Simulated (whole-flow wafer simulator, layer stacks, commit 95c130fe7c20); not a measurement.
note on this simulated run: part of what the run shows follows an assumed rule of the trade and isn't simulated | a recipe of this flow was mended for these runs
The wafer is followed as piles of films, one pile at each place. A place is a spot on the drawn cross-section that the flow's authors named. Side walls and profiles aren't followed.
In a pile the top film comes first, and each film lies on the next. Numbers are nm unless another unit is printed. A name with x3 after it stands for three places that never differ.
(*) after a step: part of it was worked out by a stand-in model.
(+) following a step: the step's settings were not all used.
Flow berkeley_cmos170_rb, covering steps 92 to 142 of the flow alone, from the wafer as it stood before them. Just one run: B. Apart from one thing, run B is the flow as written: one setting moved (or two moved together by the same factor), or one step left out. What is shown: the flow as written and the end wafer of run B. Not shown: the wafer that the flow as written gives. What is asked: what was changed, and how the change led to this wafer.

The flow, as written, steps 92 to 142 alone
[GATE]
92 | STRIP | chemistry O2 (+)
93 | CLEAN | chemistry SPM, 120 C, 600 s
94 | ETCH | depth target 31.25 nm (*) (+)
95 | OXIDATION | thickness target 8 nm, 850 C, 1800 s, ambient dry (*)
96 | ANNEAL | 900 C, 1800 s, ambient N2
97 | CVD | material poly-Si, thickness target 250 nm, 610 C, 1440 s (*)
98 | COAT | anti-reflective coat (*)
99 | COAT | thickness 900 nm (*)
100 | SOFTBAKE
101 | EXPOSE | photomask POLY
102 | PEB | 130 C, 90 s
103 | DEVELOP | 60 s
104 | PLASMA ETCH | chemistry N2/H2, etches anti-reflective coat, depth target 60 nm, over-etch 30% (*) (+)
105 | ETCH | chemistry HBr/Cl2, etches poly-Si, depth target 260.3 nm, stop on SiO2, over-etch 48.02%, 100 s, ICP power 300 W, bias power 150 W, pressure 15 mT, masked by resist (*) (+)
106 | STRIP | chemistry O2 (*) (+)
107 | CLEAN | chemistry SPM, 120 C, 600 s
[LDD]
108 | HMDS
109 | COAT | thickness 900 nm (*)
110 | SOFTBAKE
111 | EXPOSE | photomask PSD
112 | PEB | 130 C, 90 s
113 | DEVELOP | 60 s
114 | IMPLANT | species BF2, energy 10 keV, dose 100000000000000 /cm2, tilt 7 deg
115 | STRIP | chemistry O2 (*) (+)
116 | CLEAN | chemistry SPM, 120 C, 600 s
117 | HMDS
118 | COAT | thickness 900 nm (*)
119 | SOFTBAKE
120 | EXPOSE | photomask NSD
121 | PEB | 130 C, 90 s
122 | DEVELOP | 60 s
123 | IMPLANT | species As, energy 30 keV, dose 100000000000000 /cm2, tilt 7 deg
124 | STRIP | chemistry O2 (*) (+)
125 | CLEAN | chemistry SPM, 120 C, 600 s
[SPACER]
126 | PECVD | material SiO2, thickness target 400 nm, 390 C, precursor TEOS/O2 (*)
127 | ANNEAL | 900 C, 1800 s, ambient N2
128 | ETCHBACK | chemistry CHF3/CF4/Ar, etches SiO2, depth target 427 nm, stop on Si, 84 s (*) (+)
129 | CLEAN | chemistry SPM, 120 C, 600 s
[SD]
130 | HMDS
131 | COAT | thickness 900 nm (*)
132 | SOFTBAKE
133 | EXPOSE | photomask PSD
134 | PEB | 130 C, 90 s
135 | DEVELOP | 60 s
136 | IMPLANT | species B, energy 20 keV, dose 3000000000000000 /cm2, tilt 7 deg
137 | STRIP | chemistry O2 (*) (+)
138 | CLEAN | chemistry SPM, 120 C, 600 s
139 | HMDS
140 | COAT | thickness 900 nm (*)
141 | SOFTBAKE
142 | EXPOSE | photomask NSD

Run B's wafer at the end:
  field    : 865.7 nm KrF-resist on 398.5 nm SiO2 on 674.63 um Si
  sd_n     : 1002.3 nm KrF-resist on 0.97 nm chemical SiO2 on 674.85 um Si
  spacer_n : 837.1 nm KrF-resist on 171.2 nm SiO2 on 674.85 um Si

Cause: step 97, CVD: thickness target 190 nm was run, though the flow has thickness target 250 nm; step 97, CVD: 1094 s was run, where the flow has 1440 s.

How this came from the change, step by step:
  97 | CVD | material poly-Si, thickness target 250 nm, 610 C, 1440 s (*)
      field, sd_n, spacer_n and 6 more: +190 poly-Si (new film) (it would be, as written: +250 poly-Si (new film))
  98 | COAT | anti-reflective coat (*)
      sd_n: +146 anti-reflective coat (new film) (it would be, as written: +154.3 anti-reflective coat (new film))
      contact: +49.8 anti-reflective coat (new film) (it would be, as written: +53.8 anti-reflective coat (new film))
  104 | PLASMA ETCH | chemistry N2/H2, etches anti-reflective coat, depth target 60 nm, over-etch 30% (*) (+)
      gate, gate_p: -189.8 KrF-resist (it would be, as written: -200.6 KrF-resist)
      sd_n: -146 anti-reflective coat (all of it), -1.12 poly-Si (it would be, as written: -154.3 anti-reflective coat (all of it), -1.19 poly-Si)
      (as well as at 1 more place)
  105 | ETCH | chemistry HBr/Cl2, etches poly-Si, depth target 260.3 nm, stop on SiO2, over-etch 48.02%, 100 s, ICP power 300 W, bias power 150 W, pressure 15 mT, masked by resist (*) (+)
      spacer_n, spacer_p: -188.8 poly-Si (all of it), -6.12 SiO2 (it would be, as written: -248.5 poly-Si (all of it), -1.53 SiO2)
      field: -185.3 poly-Si (all of it), -6.39 SiO2 (it would be, as written: -245 poly-Si (all of it), -1.8 SiO2)
      (as well as at 4 more places)
  109 | COAT | thickness 900 nm (*)
      gate: +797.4 KrF-resist (new film) (it would be, as written: +749.5 KrF-resist (new film))
      gate_p: +793.6 KrF-resist (new film) (it would be, as written: +745.7 KrF-resist (new film))
  113 | DEVELOP | 60 s
      gate_p: -791.9 KrF-resist (all of it) (it would be, as written: -744.1 KrF-resist (all of it))
  115 | STRIP | chemistry O2 (*) (+)
      gate: -780.7 KrF-resist (all of it), +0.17 chemical SiO2 (it would be, as written: -733 KrF-resist (all of it), +0.17 chemical SiO2)
  118 | COAT | thickness 900 nm (*)
      gate: +797.3 KrF-resist (new film) (it would be, as written: +748.7 KrF-resist (new film))
      gate_p: +793.4 KrF-resist (new film) (it would be, as written: +744.7 KrF-resist (new film))
  122 | DEVELOP | 60 s
      gate: -795.6 KrF-resist (all of it) (it would be, as written: -747.1 KrF-resist (all of it))
  124 | STRIP | chemistry O2 (*) (+)
      gate_p: -776.8 KrF-resist (all of it), +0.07 chemical SiO2 (it would be, as written: -728.2 KrF-resist (all of it), +0.07 chemical SiO2)
  128 | ETCHBACK | chemistry CHF3/CF4/Ar, etches SiO2, depth target 427 nm, stop on Si, 84 s (*) (+)
      spacer_n: -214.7 SiO2 (it would be, as written: -160.1 SiO2)
      spacer_p: -215.7 SiO2 (it would be, as written: -160.1 SiO2)
  131 | COAT | thickness 900 nm (*)
      spacer_n: +837.1 KrF-resist (new film) (it would be, as written: +791.7 KrF-resist (new film))
      gate: +815 KrF-resist (new film) (it would be, as written: +770.7 KrF-resist (new film))
      (as well as at 2 more places)
  135 | DEVELOP | 60 s
      spacer_p: -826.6 KrF-resist (all of it) (it would be, as written: -783.4 KrF-resist (all of it))
      gate_p: -804.5 KrF-resist (all of it) (it would be, as written: -762.3 KrF-resist (all of it))
  137 | STRIP | chemistry O2 (*) (+)
      spacer_n: -820.3 KrF-resist (all of it) (it would be, as written: -775.1 KrF-resist (all of it))
      gate: -798.3 KrF-resist (all of it), +0.17 chemical SiO2, -0.08 poly-Si (it would be, as written: -754.1 KrF-resist (all of it), +0.17 chemical SiO2, -0.08 poly-Si)
  140 | COAT | thickness 900 nm (*)
      spacer_n: +837.1 KrF-resist (new film) (it would be, as written: +791.4 KrF-resist (new film))
      gate: +814.9 KrF-resist (new film) (it would be, as written: +770.4 KrF-resist (new film))
      (as well as at 2 more places)
